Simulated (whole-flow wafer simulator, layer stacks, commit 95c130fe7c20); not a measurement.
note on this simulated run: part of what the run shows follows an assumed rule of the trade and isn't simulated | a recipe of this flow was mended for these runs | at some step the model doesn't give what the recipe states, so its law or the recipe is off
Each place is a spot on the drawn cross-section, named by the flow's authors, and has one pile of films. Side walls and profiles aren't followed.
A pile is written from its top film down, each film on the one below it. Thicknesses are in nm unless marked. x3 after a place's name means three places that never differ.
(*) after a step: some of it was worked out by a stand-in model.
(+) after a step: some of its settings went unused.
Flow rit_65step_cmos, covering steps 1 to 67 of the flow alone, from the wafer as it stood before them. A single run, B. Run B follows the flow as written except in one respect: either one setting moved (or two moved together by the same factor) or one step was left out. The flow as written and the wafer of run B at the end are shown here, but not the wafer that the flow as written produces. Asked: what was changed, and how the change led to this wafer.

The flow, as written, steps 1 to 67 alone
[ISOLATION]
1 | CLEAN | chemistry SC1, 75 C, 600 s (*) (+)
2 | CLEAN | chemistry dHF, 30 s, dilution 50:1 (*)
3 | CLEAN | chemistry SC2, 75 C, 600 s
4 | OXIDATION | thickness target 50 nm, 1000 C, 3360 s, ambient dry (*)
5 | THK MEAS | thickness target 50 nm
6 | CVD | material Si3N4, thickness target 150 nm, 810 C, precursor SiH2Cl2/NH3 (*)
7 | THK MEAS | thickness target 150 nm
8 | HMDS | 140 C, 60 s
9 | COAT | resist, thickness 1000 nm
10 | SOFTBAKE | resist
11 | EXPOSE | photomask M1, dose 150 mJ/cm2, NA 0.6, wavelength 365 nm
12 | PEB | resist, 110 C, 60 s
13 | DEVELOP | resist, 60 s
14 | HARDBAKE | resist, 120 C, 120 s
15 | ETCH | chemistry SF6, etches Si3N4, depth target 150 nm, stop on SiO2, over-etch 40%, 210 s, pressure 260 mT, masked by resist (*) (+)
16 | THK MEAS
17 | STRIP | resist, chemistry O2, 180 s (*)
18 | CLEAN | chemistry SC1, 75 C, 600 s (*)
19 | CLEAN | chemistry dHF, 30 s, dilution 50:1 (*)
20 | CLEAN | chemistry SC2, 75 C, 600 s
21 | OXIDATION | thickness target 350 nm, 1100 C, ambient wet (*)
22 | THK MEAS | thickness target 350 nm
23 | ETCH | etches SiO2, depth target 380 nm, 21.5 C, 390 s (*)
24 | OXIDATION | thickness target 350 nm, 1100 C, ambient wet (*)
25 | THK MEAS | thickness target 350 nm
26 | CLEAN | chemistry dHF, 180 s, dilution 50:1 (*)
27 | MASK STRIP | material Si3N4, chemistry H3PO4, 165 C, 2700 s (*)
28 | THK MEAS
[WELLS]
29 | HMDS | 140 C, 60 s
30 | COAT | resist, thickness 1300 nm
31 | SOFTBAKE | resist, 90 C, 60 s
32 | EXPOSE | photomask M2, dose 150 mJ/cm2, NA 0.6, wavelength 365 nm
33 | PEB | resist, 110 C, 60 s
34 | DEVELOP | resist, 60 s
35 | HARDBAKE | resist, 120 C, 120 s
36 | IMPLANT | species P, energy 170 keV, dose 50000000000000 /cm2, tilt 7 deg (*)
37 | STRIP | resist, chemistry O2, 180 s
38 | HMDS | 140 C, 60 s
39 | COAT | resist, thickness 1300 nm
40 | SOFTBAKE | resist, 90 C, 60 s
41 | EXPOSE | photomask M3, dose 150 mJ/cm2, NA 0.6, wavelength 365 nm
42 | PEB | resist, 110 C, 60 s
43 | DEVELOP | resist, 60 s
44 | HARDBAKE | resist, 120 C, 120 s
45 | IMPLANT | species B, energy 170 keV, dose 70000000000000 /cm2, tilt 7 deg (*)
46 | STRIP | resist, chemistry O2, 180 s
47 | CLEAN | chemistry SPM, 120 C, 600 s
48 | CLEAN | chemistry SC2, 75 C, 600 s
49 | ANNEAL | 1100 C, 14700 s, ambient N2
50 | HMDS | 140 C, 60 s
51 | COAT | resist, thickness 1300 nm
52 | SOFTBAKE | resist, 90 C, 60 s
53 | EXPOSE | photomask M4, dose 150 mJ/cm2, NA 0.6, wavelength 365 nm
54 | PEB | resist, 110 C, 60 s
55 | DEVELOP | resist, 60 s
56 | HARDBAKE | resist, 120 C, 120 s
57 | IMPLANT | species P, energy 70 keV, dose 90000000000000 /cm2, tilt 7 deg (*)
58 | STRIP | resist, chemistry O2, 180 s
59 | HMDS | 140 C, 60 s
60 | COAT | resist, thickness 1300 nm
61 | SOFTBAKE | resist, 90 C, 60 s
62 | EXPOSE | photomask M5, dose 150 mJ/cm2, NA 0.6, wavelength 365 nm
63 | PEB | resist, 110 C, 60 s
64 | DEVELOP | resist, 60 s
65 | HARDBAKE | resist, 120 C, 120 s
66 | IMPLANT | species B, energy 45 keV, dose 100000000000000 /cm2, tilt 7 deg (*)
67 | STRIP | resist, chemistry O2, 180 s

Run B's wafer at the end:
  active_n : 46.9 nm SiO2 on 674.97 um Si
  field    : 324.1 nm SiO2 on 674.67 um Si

The reason: step 27, MASK STRIP: 2329 s was run, while the flow as written has 2700 s.

Step by step, how the change led to this:
  27 | MASK STRIP | material Si3N4, chemistry H3PO4, 165 C, 2700 s (*)
      active_n, active_p, gate_n and 7 more: Si3N4 loses 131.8 (all of it), SiO2 loses 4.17 (in the flow as written it would be: Si3N4 loses 131.8 (all of it), SiO2 loses 5.64)
      field, field_pw, field_nw, field_p: SiO2 loses 9.21 (in the flow as written it would be: SiO2 loses 10.7)
